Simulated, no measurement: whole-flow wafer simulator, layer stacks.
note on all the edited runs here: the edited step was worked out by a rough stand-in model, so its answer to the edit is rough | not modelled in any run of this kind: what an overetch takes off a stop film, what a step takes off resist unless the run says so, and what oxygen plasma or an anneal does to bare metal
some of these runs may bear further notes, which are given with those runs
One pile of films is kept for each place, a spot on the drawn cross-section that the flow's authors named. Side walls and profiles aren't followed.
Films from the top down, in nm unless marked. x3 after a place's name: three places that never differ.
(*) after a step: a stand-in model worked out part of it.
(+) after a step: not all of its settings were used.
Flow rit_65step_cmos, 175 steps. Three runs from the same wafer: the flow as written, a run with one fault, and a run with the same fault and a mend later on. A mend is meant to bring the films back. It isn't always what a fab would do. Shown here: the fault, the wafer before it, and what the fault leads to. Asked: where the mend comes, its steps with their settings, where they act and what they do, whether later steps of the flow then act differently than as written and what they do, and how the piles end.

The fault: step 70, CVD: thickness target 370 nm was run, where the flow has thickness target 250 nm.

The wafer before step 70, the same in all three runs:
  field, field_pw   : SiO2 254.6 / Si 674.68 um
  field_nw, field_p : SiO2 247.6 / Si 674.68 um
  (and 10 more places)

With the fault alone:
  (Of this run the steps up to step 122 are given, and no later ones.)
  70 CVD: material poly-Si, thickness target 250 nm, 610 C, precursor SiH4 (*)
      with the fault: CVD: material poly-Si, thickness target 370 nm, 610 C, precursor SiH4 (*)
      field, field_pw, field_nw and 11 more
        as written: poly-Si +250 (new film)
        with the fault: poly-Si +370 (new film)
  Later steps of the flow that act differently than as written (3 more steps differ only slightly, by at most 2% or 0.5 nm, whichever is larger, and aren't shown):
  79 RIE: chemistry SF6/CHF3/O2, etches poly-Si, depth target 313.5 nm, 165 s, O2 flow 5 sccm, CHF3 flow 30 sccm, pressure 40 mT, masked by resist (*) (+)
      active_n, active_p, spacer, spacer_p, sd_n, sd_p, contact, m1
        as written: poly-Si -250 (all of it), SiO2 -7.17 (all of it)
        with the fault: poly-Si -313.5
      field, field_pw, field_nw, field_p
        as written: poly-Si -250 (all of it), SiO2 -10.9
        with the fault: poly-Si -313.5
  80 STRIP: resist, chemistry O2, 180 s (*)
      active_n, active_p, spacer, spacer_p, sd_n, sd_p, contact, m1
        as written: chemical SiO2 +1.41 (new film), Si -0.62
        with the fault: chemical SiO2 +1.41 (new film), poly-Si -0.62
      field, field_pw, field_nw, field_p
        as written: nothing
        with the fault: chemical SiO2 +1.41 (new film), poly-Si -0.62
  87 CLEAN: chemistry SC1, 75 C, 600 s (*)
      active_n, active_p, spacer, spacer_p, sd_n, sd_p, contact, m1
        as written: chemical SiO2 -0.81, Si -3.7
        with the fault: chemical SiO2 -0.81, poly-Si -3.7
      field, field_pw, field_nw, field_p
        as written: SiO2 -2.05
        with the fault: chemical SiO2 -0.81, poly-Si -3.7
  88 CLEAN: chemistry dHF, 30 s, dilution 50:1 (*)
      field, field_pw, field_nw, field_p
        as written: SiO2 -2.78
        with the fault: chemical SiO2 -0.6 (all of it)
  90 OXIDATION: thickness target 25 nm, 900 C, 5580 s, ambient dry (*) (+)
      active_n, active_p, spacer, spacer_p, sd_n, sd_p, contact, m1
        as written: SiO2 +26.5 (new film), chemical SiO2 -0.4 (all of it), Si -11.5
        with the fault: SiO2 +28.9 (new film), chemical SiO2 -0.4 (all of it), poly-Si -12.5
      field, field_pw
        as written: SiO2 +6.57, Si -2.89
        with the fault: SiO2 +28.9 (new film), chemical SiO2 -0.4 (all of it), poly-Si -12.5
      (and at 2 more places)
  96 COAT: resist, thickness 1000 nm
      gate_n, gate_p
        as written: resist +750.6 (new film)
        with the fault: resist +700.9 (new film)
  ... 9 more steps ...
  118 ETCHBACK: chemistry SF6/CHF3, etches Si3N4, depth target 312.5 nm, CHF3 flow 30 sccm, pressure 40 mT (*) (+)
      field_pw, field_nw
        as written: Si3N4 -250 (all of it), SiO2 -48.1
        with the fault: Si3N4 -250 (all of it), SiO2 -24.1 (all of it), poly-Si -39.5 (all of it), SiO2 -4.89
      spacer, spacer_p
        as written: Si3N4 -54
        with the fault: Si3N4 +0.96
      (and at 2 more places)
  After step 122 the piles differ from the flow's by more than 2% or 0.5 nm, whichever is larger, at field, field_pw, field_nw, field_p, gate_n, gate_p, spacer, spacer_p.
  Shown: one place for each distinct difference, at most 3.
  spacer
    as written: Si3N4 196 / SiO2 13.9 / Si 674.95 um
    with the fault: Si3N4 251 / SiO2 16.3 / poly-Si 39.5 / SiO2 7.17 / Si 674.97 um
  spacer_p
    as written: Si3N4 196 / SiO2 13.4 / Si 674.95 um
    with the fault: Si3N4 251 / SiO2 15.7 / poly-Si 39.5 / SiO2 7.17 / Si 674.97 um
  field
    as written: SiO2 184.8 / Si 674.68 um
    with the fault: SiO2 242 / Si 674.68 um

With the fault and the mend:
  The mend comes after step 71.
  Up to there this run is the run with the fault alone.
  71a ETCH: chemistry tmah, depth target 120 nm
      field, field_pw, field_nw and 11 more
        poly-Si -120
  No later step of the flow acts differently than as written at any place that is followed.
  At the end the piles are the same as the flow's at every place that both follow.
